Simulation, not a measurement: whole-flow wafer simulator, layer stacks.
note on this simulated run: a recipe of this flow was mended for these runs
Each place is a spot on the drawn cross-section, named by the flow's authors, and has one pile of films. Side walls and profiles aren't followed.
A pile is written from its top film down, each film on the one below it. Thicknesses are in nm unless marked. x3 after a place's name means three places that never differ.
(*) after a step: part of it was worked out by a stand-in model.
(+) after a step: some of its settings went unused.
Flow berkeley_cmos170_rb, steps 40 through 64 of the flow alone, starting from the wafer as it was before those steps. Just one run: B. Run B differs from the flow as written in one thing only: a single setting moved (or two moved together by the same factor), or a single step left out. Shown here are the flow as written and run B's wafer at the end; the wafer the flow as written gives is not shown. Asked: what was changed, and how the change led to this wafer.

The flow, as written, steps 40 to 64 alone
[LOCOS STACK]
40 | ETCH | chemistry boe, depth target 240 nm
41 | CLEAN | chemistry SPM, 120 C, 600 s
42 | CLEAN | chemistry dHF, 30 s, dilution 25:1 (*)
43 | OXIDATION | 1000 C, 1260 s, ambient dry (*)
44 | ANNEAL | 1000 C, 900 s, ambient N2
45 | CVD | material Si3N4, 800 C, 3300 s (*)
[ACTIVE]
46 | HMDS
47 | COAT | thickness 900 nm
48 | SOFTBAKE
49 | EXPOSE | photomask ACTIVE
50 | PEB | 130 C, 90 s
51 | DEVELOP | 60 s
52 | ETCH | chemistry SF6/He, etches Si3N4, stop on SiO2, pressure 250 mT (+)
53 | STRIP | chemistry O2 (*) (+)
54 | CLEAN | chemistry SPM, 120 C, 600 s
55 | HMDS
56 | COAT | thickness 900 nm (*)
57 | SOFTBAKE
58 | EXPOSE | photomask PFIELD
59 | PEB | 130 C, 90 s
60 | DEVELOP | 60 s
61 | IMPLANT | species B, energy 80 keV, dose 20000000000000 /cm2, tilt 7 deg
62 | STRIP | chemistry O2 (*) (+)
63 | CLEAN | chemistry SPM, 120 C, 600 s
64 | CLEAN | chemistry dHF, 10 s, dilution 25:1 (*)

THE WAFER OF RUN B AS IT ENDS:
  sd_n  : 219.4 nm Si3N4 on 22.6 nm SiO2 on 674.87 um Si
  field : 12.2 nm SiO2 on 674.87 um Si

Cause: step 43, OXIDATION: 929 s was run, though the flow has 1260 s.

How this came from the change, step by step:
  43 | OXIDATION | 1000 C, 1260 s, ambient dry (*)
      field, sd_n, spacer_n and 6 more: SiO2 gains 22.6 (new film), Si loses 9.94 (in the flow as written it would be: SiO2 gains 26.6 (new film), Si loses 11.7)
